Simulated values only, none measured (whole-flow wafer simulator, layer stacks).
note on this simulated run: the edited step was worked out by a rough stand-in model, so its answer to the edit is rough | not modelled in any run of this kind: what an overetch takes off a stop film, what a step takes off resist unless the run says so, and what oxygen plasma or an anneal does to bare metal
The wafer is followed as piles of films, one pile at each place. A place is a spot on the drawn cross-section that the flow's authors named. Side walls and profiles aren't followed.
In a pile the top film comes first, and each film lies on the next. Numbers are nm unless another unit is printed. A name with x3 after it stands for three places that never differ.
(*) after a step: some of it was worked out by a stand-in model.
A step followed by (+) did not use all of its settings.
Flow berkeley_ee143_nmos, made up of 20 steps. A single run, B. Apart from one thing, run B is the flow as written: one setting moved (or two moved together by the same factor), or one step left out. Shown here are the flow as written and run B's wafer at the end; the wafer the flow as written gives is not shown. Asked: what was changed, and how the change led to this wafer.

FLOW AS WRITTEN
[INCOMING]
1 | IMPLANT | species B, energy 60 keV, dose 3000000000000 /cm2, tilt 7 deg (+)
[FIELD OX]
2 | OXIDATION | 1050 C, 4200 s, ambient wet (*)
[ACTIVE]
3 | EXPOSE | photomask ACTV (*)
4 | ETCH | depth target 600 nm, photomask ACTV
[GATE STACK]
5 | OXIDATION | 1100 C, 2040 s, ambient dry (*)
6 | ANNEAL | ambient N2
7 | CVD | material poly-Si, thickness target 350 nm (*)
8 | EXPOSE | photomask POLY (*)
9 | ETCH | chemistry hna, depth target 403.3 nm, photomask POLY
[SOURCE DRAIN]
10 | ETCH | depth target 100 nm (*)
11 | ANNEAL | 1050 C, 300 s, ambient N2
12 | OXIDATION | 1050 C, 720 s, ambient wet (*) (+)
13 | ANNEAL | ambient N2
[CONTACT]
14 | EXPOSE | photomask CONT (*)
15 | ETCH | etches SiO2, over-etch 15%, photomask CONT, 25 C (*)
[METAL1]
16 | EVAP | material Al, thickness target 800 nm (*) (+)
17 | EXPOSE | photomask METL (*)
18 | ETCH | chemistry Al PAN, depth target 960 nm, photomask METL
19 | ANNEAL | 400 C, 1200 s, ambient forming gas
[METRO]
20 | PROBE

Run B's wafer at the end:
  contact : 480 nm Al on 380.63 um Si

Cause: step 16, EVAP: thickness target 480 nm was run, while the flow as written has thickness target 800 nm.
The wafer itself shows it: contact has Al 480, and step 16 as written asks for 800 nm.

The path from the change to this, step by step:
  16 | EVAP | material Al, thickness target 800 nm (*) (+)
      gate, sd, contact, field: Al gains 480 (new film) (as written it would have been: Al gains 800 (new film))
  18 | ETCH | chemistry Al PAN, depth target 960 nm, photomask METL
      gate, sd, field: Al loses 480 (all of it) (as written it would have been: Al loses 800 (all of it))
